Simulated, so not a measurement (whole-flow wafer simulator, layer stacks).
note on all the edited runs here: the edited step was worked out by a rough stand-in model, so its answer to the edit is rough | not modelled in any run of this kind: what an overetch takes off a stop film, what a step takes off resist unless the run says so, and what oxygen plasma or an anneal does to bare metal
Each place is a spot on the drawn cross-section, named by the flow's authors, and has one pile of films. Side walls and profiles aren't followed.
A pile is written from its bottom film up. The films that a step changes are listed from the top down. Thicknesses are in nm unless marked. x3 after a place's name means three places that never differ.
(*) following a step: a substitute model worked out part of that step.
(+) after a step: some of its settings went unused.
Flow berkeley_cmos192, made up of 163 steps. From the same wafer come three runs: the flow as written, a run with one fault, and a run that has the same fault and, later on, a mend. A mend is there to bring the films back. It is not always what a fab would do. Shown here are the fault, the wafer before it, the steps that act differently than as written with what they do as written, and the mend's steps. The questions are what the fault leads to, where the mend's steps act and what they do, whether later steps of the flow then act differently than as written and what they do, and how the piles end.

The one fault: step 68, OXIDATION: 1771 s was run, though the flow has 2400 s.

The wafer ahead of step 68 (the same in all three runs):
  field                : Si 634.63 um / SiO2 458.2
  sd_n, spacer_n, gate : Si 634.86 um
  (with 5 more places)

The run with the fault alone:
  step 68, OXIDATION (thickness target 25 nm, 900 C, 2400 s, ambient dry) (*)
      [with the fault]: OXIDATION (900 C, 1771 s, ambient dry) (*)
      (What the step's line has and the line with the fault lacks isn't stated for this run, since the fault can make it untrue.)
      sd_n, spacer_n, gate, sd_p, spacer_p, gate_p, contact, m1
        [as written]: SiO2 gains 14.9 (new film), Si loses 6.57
        [with the fault]: SiO2 gains 12.3 (new film), Si loses 5.43
  Steps later in the flow that act otherwise than as written (37 more steps, not shown, differ only slightly: by at most 2% or 0.5 nm, whichever is larger):
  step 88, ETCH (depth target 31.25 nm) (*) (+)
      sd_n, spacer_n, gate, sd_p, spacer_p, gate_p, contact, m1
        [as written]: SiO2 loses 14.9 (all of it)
        [with the fault]: SiO2 loses 12.3 (all of it)
  The piles end only slightly different from the flow's at the places that both follow, by no more than 2% or 0.5 nm, whichever is larger.

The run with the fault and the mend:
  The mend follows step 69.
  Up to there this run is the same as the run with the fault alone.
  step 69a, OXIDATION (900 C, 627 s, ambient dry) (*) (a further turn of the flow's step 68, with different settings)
      sd_n, spacer_n, gate, sd_p, spacer_p, gate_p, contact, m1
        SiO2 gains 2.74, Si loses 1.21
      field
        SiO2 gains 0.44, Si loses 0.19
  Every later step of the flow that is run acts as written, at every place that is followed, to within 2% or 0.5 nm, whichever is larger.
  The piles end only slightly different from the flow's at the places that both follow, by no more than 2% or 0.5 nm, whichever is larger.
